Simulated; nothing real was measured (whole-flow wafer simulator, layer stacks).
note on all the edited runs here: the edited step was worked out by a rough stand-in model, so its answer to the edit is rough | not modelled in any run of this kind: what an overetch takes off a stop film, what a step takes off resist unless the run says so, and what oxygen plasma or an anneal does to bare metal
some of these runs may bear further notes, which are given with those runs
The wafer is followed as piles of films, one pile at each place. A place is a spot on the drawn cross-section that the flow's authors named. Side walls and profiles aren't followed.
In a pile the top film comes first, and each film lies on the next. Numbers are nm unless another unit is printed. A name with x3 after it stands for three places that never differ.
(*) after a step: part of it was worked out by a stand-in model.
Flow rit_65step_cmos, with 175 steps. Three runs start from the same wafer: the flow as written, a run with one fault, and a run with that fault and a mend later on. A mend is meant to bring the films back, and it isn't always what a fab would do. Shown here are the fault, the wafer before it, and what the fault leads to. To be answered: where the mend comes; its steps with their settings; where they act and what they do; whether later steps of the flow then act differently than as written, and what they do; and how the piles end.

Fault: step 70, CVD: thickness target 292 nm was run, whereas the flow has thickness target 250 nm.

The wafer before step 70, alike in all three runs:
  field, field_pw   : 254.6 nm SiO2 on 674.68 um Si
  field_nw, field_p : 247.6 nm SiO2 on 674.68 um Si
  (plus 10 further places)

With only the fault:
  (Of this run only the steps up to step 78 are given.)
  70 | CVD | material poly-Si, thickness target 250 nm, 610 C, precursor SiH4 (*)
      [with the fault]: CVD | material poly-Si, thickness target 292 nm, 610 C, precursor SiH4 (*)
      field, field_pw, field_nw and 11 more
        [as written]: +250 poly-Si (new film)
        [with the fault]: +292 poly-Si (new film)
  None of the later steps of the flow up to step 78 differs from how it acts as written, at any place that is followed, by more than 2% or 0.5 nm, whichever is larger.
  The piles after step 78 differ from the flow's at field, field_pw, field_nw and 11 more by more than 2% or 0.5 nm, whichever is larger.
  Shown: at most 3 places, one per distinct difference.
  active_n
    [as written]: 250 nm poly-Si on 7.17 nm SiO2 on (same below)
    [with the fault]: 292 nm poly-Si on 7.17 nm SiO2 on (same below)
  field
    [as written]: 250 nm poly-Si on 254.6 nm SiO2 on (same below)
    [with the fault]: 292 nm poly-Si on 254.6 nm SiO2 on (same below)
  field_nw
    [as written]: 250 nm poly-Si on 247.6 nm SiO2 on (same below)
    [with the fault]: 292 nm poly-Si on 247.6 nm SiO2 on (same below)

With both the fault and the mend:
  After step 71 comes the mend.
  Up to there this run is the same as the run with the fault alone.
  71a | ETCH | chemistry tmah, depth target 42 nm
      field, field_pw, field_nw and 11 more
        -42 poly-Si
  None of the later steps of the flow acts differently than as written at any place that is followed.
  By the end, the piles equal the flow's at every place that both follow.
